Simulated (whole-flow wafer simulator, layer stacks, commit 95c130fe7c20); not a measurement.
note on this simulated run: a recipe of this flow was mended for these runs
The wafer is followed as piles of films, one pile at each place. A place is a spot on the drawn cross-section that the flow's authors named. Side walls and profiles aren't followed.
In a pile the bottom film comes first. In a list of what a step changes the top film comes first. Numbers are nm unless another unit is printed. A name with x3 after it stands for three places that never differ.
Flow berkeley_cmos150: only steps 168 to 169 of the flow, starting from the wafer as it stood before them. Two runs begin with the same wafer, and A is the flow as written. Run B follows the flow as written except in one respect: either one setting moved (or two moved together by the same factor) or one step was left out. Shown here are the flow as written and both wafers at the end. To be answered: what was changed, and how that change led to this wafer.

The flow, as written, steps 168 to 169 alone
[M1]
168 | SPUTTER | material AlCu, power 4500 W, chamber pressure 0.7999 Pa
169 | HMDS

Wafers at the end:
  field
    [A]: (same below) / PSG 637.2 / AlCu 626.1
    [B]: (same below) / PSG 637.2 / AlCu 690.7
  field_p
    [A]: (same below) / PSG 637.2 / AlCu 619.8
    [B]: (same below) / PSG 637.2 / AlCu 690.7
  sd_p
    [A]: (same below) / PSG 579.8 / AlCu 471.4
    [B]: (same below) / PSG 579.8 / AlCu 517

The reason: step 168, SPUTTER: power 4980 W was run, while the flow as written has power 4500 W.

Step by step, how the change led to this:
  168 | SPUTTER | material AlCu, power 4500 W, chamber pressure 0.7999 Pa
      field, sd_n, gate_n, gate_p, m1: A +626.1 AlCu (new film) | B +690.7 AlCu (new film)
      field_p: A +619.8 AlCu (new film) | B +690.7 AlCu (new film)
      (as well as at 2 more places)
